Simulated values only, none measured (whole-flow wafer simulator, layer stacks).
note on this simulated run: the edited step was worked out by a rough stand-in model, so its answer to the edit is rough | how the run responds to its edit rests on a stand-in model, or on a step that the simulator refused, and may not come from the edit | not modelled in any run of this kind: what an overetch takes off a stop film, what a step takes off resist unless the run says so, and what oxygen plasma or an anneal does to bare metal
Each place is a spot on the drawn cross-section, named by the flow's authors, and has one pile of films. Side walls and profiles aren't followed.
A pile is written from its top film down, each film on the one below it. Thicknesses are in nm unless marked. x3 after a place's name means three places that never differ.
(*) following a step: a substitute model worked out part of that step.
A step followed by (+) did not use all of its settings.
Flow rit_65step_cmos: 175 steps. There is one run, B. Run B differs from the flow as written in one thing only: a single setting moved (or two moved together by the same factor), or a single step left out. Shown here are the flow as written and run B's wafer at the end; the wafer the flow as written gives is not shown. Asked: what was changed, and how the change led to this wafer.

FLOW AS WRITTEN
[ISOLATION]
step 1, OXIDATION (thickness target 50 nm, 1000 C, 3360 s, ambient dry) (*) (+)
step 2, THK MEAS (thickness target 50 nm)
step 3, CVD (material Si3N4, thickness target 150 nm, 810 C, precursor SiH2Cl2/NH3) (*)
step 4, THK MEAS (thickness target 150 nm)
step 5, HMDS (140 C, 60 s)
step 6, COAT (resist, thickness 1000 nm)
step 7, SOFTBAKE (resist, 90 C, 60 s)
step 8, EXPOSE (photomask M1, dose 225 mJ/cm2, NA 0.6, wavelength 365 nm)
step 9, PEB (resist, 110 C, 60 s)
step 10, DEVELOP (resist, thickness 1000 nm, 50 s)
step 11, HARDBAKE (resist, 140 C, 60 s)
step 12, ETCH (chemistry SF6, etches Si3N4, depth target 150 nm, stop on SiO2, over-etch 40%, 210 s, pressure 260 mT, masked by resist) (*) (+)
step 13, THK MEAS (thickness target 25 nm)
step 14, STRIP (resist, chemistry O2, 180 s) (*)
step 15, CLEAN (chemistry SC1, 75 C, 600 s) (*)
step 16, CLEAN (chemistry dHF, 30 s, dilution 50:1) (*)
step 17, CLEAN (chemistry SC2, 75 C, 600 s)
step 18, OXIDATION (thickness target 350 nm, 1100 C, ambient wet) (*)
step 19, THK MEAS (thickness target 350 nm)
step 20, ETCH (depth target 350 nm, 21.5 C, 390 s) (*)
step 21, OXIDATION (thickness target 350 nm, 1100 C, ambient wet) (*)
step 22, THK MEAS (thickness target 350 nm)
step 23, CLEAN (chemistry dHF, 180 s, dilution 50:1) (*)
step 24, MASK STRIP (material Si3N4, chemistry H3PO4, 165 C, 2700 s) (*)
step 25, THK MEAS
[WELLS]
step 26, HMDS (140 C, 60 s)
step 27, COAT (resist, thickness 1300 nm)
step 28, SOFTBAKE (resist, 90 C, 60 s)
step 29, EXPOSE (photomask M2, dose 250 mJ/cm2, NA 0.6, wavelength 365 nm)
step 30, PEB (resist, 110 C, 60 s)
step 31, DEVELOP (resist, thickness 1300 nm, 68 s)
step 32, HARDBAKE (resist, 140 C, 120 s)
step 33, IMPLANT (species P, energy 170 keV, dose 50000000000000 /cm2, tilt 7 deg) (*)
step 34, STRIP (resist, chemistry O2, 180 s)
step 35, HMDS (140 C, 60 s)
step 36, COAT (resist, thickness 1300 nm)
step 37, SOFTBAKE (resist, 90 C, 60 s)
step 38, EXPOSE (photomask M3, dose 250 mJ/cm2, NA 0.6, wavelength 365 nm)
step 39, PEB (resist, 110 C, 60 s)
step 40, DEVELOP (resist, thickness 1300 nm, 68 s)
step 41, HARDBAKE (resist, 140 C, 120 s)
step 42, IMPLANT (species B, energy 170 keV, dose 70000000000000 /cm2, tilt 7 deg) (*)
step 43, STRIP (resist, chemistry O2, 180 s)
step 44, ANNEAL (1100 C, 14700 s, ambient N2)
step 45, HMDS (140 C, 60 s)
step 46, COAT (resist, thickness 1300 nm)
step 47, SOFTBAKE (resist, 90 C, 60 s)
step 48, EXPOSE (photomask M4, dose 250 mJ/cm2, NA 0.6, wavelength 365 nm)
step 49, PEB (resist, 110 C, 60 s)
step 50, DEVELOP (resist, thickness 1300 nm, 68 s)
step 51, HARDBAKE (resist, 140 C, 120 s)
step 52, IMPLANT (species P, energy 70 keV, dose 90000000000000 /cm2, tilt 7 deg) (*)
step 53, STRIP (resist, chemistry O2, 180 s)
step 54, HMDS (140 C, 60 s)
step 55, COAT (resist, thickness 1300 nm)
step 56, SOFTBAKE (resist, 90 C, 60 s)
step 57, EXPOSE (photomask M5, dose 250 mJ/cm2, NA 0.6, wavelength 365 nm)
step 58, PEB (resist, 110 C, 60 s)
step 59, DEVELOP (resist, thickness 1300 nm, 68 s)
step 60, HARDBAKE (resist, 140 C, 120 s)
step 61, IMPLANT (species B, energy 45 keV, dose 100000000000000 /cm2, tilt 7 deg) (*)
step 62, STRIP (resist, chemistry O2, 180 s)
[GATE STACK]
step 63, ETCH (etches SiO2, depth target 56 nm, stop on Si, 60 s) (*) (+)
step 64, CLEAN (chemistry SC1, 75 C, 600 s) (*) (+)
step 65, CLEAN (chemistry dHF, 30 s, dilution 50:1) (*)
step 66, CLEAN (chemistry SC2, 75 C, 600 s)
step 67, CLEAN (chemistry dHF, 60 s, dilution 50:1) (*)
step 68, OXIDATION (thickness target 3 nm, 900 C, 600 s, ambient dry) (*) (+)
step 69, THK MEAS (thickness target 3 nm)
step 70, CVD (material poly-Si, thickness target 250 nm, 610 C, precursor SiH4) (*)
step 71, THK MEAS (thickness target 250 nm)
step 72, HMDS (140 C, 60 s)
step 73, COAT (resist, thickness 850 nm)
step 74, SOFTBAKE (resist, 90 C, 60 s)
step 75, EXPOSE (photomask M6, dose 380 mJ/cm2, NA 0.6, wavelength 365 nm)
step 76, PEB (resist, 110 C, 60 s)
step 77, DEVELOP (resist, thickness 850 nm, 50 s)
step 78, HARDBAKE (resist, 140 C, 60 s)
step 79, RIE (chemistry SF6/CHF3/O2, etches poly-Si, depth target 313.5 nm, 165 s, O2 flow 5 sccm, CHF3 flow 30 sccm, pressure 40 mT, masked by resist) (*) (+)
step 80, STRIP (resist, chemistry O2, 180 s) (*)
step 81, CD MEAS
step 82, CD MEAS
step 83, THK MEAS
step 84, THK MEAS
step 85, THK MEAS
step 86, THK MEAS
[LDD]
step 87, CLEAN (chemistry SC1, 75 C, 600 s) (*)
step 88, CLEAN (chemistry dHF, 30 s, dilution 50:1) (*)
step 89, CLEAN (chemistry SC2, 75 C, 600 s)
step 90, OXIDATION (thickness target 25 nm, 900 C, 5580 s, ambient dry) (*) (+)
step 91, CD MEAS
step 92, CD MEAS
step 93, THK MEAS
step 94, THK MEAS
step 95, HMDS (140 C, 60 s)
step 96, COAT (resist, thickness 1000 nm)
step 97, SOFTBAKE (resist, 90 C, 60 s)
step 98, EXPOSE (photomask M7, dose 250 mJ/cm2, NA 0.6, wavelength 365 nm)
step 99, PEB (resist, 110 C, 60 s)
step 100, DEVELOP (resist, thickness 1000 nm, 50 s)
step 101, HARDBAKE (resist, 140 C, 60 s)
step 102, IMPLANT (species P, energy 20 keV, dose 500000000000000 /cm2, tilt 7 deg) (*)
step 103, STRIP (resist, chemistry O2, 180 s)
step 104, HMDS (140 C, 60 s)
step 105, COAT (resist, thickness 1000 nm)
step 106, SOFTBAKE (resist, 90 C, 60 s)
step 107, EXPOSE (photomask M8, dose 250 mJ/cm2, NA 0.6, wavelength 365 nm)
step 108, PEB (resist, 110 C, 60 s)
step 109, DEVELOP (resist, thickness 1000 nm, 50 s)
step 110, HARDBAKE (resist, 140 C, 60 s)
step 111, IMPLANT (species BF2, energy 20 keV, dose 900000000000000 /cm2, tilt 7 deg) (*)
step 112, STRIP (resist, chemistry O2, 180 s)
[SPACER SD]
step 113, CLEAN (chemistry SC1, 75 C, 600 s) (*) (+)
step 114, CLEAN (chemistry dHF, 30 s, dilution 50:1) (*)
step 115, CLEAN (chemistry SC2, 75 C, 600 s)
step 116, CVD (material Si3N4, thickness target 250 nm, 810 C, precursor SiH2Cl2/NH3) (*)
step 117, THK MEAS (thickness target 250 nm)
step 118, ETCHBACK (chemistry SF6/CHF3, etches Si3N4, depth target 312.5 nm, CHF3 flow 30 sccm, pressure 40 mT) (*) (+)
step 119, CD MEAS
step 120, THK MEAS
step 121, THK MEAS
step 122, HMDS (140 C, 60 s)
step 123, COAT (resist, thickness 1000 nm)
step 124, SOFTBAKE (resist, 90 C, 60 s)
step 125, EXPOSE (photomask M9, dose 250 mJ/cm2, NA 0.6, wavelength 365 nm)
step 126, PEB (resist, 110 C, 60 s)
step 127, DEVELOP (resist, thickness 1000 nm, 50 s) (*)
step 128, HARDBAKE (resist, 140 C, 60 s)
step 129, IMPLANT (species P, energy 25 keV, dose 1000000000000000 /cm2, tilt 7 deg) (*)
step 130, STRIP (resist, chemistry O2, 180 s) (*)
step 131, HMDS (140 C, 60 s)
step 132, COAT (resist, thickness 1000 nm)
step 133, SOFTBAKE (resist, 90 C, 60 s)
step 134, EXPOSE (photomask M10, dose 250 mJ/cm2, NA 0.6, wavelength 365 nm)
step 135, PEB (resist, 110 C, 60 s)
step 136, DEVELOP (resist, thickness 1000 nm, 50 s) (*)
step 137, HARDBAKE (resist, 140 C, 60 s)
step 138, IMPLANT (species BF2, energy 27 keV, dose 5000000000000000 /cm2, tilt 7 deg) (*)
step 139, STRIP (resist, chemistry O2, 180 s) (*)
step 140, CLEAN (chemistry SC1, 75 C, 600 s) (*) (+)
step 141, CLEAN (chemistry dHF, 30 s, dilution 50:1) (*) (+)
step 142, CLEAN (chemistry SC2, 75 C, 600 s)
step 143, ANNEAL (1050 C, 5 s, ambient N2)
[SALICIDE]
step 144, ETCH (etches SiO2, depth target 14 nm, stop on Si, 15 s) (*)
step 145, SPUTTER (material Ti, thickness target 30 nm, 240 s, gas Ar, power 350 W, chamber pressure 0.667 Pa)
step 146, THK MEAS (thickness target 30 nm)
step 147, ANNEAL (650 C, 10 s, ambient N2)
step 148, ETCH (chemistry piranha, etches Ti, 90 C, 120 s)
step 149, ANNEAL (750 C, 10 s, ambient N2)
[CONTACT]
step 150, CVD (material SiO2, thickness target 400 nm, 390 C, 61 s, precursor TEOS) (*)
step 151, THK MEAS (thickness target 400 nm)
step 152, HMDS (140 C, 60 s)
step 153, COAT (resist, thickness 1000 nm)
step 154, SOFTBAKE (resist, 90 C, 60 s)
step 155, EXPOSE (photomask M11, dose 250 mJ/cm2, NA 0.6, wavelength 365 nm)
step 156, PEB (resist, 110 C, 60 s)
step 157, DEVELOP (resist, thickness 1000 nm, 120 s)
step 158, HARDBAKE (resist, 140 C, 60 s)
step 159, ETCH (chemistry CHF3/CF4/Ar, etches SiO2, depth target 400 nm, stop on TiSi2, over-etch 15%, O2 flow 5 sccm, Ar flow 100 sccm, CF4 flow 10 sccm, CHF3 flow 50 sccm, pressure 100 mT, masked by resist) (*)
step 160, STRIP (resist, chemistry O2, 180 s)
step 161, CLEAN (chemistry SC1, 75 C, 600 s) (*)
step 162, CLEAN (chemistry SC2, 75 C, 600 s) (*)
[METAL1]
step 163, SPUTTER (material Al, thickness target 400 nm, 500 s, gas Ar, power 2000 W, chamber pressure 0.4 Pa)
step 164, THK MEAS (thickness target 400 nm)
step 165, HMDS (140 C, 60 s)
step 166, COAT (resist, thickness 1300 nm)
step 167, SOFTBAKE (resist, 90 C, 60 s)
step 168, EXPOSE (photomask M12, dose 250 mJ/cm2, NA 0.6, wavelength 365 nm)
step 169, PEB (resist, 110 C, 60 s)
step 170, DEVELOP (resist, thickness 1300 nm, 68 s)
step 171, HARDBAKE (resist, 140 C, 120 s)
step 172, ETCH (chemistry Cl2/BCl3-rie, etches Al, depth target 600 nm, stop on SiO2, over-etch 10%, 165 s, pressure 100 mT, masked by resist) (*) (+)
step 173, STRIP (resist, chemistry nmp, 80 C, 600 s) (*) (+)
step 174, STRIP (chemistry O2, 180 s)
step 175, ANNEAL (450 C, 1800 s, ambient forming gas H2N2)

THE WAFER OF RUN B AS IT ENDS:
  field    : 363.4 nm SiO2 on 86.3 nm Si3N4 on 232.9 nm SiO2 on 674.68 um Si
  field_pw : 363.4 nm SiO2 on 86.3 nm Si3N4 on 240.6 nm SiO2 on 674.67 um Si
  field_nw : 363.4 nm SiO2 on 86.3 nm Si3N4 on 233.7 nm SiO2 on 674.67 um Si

Cause: step 116, CVD: thickness target 400 nm was run, though the flow has thickness target 250 nm.

Step by step, how the change led to this:
  step 116, CVD (material Si3N4, thickness target 250 nm, 810 C, precursor SiH2Cl2/NH3) (*)
      field, field_pw, field_nw and 11 more: Si3N4 gains 400 (new film) (in the flow as written it would be: Si3N4 gains 250 (new film))
  step 118, ETCHBACK (chemistry SF6/CHF3, etches Si3N4, depth target 312.5 nm, CHF3 flow 30 sccm, pressure 40 mT) (*) (+)
      field, field_pw, field_nw, field_p: Si3N4 loses 312.5 (in the flow as written it would be: Si3N4 loses 250 (all of it), SiO2 loses 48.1)
      gate_n: Si3N4 loses 312.5 (in the flow as written it would be: Si3N4 loses 250 (all of it), SiO2 loses 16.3 (all of it), poly-Si loses 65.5)
      (also at 3 further places)
  step 123, COAT (resist, thickness 1000 nm)
      field: resist gains 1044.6 (new film) (in the flow as written it would be: resist gains 1066.4 (new film))
      field_p: resist gains 1051.7 (new film) (in the flow as written it would be: resist gains 1073.5 (new film))
      (also at 4 further places)
  step 126, PEB (resist, 110 C, 60 s)
      gate_n, gate_p: resist loses 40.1 (in the flow as written it would be: resist loses 43.1)
      field: resist loses 54.3 (in the flow as written it would be: resist loses 55.6)
      (also at 3 further places)
  step 127, DEVELOP (resist, thickness 1000 nm, 50 s) (*)
      field: resist loses 990.3 (all of it) (in the flow as written it would be: resist loses 1010.9 (all of it))
      gate_n: resist loses 739.7 (all of it) (in the flow as written it would be: resist loses 791.9 (all of it))
      (also at 1 further place)
  step 128, HARDBAKE (resist, 140 C, 60 s)
      field_nw: resist loses 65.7 (in the flow as written it would be: resist loses 67.1)
      field_p: resist loses 67.2 (in the flow as written it would be: resist loses 68.8)
      (also at 2 further places)
  step 130, STRIP (resist, chemistry O2, 180 s) (*)
      gate_n: nothing (in the flow as written it would be: chemical SiO2 gains 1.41 (new film), poly-Si loses 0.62)
      gate_p: resist loses 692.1 (all of it) (in the flow as written it would be: chemical SiO2 gains 1.31 (new film), resist loses 741.1 (all of it), poly-Si loses 0.58)
      (also at 2 further places)
  step 132, COAT (resist, thickness 1000 nm)
      field: resist gains 1044.6 (new film) (in the flow as written it would be: resist gains 1067 (new film))
      field_p: resist gains 1051.7 (new film) (in the flow as written it would be: resist gains 1074 (new film))
      (also at 4 further places)
  step 135, PEB (resist, 110 C, 60 s)
      gate_n, gate_p: resist loses 40.1 (in the flow as written it would be: resist loses 43.1)
      spacer, spacer_p: resist loses 53.8 (in the flow as written it would be: resist loses 42)
      (also at 2 further places)
  step 136, DEVELOP (resist, thickness 1000 nm, 50 s) (*)
      field_p: resist loses 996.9 (all of it) (in the flow as written it would be: resist loses 1018 (all of it))
      gate_p: resist loses 740 (all of it) (in the flow as written it would be: resist loses 792.8 (all of it))
      (also at 1 further place)
  step 137, HARDBAKE (resist, 140 C, 60 s)
      field: resist loses 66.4 (in the flow as written it would be: resist loses 68.3)
      field_nw: resist loses 65.7 (in the flow as written it would be: resist loses 67.1)
      (also at 2 further places)
  step 139, STRIP (resist, chemistry O2, 180 s) (*)
      gate_n: resist loses 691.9 (all of it) (in the flow as written it would be: resist loses 740 (all of it), chemical SiO2 gains 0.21, poly-Si loses 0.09)
      field: resist loses 923.9 (all of it) (in the flow as written it would be: resist loses 943.1 (all of it))
      (also at 1 further place)
  step 140, CLEAN (chemistry SC1, 75 C, 600 s) (*) (+)
      field, field_pw, field_nw, field_p: Si3N4 loses 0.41 (in the flow as written it would be: SiO2 loses 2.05)
      gate_n, gate_p: Si3N4 loses 0.41 (in the flow as written it would be: chemical SiO2 loses 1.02, poly-Si loses 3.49)
  step 141, CLEAN (chemistry dHF, 30 s, dilution 50:1) (*) (+)
      field, field_p: Si3N4 loses 0.43 (in the flow as written it would be: SiO2 loses 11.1)
      field_pw, field_nw: Si3N4 loses 0.43 (in the flow as written it would be: SiO2 loses 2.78)
      (also at 2 further places)
  step 144, ETCH (etches SiO2, depth target 14 nm, stop on Si, 15 s) (*)
      field, field_pw, field_nw, field_p: Si3N4 loses 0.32 (in the flow as written it would be: SiO2 loses 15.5)
  step 145, SPUTTER (material Ti, thickness target 30 nm, 240 s, gas Ar, power 350 W, chamber pressure 0.667 Pa)
      gate_n: Ti gains 30 (new film) (in the flow as written it would be: Ti gains 27.3 (new film))
      gate_p: Ti gains 30 (new film) (in the flow as written it would be: Ti gains 27.2 (new film))
  ... 10 further steps ...
  step 170, DEVELOP (resist, thickness 1300 nm, 68 s)
      field: resist loses 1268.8 (all of it) (in the flow as written it would be: resist loses 1316.6 (all of it))
      field_pw: resist loses 1256.9 (all of it) (in the flow as written it would be: resist loses 1285.5 (all of it))
      (also at 6 further places)
